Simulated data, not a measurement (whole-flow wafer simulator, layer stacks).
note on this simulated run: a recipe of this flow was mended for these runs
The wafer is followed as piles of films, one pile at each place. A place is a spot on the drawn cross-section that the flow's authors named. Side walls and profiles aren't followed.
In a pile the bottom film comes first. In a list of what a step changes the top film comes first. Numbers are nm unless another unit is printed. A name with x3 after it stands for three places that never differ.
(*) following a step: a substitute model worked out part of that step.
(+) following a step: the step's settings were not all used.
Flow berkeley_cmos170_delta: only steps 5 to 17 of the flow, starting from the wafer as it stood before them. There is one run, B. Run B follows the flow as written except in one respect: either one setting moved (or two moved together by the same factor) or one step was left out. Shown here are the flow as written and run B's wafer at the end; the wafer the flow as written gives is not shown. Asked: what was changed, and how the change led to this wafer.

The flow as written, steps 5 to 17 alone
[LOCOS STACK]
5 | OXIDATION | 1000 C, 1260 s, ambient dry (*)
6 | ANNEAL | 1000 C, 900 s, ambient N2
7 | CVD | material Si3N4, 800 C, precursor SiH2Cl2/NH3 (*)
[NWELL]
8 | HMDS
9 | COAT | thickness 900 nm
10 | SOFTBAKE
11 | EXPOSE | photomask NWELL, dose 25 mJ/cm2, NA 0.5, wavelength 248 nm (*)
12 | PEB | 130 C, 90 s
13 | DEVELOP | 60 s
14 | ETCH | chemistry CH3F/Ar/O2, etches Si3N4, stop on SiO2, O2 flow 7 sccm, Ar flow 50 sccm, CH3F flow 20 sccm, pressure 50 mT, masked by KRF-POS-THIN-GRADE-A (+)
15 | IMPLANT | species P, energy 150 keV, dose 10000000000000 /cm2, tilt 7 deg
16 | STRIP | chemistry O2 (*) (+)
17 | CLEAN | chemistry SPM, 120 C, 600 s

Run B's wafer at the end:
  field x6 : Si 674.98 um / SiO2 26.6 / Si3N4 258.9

What caused this: step 7, CVD: 808 C was run, though the flow has 800 C.

The path from the change to this, step by step:
  7 | CVD | material Si3N4, 800 C, precursor SiH2Cl2/NH3 (*)
      field x6, sd_p x3: +258.9 Si3N4 (new film) (it would be, as written: +233.4 Si3N4 (new film))
  14 | ETCH | chemistry CH3F/Ar/O2, etches Si3N4, stop on SiO2, O2 flow 7 sccm, Ar flow 50 sccm, CH3F flow 20 sccm, pressure 50 mT, masked by KRF-POS-THIN-GRADE-A (+)
      field x6: -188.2 KrF-resist (it would be, as written: -171.2 KrF-resist)
      sd_p x3: -258.9 Si3N4 (all of it), -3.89 SiO2 (it would be, as written: -233.4 Si3N4 (all of it), -3.89 SiO2)
  16 | STRIP | chemistry O2 (*) (+)
      field x6: -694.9 KrF-resist (all of it) (it would be, as written: -711.9 KrF-resist (all of it))
